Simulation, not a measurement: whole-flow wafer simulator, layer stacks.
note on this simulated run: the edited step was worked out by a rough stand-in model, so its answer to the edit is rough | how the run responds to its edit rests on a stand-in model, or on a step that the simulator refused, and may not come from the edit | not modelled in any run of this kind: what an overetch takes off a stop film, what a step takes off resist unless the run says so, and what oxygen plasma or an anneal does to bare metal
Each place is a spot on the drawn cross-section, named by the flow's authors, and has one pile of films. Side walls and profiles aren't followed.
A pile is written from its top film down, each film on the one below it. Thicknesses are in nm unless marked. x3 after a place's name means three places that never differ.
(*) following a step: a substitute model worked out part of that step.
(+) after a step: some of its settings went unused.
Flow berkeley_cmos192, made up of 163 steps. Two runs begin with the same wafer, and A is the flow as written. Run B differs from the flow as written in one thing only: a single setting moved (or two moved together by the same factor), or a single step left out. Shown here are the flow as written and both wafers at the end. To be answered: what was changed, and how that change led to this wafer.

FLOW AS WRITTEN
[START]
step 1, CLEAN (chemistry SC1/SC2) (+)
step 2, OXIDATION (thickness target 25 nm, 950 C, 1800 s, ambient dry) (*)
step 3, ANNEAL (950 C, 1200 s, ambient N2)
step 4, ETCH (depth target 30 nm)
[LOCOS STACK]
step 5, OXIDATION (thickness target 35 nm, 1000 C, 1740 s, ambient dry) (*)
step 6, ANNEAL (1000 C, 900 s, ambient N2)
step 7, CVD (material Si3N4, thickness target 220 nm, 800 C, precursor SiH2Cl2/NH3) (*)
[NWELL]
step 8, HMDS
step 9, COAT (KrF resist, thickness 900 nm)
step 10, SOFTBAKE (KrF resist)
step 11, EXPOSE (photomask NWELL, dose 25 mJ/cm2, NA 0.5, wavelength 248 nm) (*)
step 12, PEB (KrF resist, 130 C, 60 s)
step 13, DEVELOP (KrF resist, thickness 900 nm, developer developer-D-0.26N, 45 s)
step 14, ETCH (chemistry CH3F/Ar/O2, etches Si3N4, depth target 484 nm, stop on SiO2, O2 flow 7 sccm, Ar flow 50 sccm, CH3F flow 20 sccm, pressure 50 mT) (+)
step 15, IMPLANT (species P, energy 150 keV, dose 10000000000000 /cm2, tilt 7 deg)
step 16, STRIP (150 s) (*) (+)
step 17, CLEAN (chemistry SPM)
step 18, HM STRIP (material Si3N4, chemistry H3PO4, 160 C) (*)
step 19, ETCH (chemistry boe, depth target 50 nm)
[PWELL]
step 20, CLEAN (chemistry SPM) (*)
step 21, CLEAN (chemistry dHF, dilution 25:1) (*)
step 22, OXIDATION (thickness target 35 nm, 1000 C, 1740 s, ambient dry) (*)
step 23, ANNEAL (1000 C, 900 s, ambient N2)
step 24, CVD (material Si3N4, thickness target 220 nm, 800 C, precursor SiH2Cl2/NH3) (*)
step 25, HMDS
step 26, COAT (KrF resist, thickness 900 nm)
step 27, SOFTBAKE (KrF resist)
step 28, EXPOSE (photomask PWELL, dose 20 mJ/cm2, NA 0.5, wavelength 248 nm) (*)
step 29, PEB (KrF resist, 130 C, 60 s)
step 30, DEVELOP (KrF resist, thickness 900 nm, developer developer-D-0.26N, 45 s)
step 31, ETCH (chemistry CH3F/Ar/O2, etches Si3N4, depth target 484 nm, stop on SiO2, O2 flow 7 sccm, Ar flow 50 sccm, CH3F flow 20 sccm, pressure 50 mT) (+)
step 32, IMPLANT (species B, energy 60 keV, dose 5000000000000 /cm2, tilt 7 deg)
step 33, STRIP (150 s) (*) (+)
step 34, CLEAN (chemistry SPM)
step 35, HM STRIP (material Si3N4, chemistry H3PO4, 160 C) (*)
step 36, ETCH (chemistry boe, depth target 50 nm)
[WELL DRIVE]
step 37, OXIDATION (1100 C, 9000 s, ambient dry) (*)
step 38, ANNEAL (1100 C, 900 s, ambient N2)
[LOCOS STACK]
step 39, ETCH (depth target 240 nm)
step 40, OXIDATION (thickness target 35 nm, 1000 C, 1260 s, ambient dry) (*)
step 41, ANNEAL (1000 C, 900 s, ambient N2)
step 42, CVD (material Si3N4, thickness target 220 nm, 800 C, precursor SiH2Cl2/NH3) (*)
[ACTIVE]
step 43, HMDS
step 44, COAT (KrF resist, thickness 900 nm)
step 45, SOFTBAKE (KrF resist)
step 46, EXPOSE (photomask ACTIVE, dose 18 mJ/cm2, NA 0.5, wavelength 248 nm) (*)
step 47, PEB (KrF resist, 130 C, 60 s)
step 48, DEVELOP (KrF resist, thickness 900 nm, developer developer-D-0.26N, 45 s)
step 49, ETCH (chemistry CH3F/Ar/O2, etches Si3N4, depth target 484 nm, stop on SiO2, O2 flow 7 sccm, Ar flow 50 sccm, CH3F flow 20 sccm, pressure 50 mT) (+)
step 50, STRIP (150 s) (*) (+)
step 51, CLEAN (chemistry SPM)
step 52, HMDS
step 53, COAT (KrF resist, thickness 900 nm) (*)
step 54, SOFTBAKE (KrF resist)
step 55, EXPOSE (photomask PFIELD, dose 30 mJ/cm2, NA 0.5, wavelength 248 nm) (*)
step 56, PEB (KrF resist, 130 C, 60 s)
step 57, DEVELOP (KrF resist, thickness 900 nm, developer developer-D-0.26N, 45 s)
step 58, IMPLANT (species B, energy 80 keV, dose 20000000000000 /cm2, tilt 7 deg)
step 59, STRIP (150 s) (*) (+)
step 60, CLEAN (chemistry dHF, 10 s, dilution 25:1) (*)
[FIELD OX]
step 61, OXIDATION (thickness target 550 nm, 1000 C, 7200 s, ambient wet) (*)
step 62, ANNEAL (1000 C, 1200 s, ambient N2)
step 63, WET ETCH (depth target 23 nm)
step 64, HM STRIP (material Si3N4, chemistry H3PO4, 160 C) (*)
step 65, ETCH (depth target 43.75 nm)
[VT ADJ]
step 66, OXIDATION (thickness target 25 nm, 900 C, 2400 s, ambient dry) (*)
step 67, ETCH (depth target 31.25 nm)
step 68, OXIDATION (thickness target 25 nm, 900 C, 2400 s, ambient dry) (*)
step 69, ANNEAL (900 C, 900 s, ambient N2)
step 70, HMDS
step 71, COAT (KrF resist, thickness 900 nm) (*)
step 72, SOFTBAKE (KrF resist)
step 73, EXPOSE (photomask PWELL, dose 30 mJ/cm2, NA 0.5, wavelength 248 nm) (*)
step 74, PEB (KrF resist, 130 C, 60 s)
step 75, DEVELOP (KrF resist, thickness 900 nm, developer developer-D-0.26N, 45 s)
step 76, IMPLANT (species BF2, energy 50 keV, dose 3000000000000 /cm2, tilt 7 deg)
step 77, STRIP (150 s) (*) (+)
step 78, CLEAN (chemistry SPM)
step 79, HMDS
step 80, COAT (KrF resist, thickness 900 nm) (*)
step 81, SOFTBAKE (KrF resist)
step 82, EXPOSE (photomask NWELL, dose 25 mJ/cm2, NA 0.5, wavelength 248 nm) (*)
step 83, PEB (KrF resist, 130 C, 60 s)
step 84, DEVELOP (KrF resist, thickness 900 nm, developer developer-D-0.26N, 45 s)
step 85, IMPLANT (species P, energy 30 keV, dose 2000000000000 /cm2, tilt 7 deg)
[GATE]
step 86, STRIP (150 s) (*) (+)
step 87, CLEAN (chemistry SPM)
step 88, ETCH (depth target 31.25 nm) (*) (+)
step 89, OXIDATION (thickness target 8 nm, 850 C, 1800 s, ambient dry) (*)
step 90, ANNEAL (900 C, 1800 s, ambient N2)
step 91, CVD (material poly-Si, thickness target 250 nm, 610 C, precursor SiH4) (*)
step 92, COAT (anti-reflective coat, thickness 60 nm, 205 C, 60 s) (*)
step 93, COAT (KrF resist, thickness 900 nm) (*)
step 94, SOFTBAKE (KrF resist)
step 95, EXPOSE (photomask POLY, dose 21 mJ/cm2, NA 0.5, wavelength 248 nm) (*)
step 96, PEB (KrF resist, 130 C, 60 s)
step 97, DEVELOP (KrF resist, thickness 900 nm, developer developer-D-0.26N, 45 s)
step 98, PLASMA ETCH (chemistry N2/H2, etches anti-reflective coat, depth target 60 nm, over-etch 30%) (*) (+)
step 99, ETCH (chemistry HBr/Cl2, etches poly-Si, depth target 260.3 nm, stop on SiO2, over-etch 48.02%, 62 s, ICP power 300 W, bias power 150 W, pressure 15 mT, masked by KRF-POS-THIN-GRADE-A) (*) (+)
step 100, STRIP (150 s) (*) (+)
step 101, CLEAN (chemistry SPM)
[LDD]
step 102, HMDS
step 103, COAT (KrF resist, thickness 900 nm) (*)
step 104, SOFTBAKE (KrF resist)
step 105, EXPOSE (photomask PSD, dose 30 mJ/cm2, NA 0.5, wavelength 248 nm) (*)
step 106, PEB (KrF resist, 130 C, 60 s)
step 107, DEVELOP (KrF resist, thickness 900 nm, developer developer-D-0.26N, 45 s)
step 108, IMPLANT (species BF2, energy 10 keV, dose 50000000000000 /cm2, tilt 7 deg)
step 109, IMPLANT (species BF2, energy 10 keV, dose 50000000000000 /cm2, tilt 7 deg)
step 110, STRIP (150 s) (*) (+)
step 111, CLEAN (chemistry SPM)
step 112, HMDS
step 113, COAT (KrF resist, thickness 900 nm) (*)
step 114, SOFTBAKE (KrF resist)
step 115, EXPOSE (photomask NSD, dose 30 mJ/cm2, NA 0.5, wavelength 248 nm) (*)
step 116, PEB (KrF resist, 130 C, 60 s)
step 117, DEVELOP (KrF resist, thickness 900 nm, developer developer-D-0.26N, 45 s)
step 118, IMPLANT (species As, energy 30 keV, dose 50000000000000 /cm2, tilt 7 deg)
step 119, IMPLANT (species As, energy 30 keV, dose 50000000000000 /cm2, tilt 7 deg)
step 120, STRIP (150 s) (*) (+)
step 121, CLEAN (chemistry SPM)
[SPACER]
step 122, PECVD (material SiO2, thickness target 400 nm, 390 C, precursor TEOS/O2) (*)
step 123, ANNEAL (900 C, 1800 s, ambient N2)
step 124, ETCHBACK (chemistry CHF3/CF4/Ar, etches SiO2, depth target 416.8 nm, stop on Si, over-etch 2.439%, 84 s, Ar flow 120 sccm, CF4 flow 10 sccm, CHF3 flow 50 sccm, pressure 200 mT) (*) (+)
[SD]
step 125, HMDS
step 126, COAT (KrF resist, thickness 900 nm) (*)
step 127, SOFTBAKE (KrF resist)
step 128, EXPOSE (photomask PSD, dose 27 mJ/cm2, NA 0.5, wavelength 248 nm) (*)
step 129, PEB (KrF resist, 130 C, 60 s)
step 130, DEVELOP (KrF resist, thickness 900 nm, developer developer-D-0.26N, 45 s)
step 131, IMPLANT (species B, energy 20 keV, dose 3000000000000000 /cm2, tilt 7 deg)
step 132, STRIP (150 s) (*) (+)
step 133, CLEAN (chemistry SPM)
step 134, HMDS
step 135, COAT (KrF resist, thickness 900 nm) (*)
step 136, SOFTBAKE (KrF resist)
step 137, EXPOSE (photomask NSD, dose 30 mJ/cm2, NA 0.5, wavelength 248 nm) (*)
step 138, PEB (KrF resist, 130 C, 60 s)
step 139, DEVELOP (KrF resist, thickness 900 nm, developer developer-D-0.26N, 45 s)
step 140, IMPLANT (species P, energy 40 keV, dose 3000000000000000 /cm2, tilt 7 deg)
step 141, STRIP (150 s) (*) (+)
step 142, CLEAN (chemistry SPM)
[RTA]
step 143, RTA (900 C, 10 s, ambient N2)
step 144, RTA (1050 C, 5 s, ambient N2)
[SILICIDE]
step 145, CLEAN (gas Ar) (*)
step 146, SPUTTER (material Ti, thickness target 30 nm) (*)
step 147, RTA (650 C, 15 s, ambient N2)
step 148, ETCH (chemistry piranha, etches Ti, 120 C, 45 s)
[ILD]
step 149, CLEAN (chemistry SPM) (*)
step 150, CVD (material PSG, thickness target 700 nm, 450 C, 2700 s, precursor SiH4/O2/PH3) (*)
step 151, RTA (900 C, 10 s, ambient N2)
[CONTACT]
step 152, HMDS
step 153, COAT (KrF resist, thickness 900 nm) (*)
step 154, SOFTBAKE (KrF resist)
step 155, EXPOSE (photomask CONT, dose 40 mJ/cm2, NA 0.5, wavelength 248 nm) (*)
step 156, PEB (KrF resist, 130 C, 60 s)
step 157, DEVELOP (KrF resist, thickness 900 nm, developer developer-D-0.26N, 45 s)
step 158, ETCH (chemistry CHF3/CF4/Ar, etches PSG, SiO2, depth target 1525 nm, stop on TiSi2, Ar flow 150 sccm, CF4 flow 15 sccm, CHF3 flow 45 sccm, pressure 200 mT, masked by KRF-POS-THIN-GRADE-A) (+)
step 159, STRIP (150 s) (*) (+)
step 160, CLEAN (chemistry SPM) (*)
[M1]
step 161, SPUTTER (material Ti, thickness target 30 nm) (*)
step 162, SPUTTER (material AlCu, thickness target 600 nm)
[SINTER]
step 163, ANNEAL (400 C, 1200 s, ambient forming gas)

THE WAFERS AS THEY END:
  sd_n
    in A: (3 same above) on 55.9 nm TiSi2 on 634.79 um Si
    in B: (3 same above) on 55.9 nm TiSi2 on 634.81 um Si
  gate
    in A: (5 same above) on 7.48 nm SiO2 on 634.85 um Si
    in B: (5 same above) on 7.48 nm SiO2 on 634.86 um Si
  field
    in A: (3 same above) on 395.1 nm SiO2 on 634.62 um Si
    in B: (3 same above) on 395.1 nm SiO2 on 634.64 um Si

The reason: step 5, OXIDATION: 800 C was run, though the flow has 1000 C.

The path from the change to this, step by step:
  step 5, OXIDATION (thickness target 35 nm, 1000 C, 1740 s, ambient dry) (*)
      field, sd_n, spacer_n and 6 more: A +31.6 SiO2 (new film), -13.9 Si | B +4.47 SiO2 (new film), -1.97 Si
  step 18, HM STRIP (material Si3N4, chemistry H3PO4, 160 C) (*)
      sd_p, spacer_p, gate_p: A -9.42 SiO2 | B +0.5 chemical SiO2 (new film), -0.81 SiO2 (all of it), -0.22 Si
  step 19, ETCH (chemistry boe, depth target 50 nm)
      sd_p, spacer_p, gate_p: A -18.5 SiO2 (all of it) | B -0.5 chemical SiO2 (all of it)
      field, sd_n, spacer_n, gate, contact, m1: A -29.6 SiO2 (all of it) | B -2.41 SiO2 (all of it)
